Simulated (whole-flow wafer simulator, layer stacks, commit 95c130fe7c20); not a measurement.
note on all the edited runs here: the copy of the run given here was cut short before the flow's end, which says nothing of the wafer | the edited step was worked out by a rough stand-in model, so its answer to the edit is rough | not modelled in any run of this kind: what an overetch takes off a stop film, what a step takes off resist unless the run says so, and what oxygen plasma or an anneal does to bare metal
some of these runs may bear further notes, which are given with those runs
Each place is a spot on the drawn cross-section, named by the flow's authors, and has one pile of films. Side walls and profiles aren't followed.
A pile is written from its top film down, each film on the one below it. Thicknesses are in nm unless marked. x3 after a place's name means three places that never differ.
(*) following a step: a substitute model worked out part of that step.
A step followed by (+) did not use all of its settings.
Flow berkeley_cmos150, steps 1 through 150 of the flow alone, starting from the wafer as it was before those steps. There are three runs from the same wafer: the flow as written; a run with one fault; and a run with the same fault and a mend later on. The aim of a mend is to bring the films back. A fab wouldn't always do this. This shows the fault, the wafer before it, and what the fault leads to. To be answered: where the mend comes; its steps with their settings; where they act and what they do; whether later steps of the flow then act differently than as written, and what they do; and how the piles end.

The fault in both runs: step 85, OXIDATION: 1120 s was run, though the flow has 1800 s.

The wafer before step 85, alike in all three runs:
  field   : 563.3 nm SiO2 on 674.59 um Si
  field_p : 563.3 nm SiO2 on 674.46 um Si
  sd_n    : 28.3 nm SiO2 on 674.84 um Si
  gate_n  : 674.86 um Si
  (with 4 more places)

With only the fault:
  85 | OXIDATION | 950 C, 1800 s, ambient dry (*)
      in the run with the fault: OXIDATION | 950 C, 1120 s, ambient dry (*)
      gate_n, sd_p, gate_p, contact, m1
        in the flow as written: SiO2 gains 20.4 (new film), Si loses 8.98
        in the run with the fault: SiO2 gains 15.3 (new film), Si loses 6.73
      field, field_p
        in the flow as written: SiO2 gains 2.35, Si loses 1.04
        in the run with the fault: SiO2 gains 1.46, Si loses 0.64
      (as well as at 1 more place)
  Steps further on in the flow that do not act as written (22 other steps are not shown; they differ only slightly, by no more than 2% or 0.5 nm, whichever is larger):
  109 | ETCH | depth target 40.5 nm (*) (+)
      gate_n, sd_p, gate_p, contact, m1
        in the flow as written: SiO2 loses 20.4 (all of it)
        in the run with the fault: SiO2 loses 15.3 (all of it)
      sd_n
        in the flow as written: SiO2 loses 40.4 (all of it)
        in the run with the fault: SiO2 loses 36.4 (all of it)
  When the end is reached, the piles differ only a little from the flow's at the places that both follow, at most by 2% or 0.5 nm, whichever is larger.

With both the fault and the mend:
  After step 87 comes the mend.
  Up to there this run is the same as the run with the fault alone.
  87a | OXIDATION | 950 C, 586 s, ambient dry (*) (a further turn of the flow's step 85, with different settings)
      gate_n, sd_p, gate_p, contact, m1
        SiO2 gains 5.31, Si loses 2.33
      field, field_p
        SiO2 gains 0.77, Si loses 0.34
      sd_n
        SiO2 gains 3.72, Si loses 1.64
  Every later step of the flow that is run acts as written, at every place that is followed, to within 2% or 0.5 nm, whichever is larger.
  When the end is reached, the piles differ only a little from the flow's at the places that both follow, at most by 2% or 0.5 nm, whichever is larger.
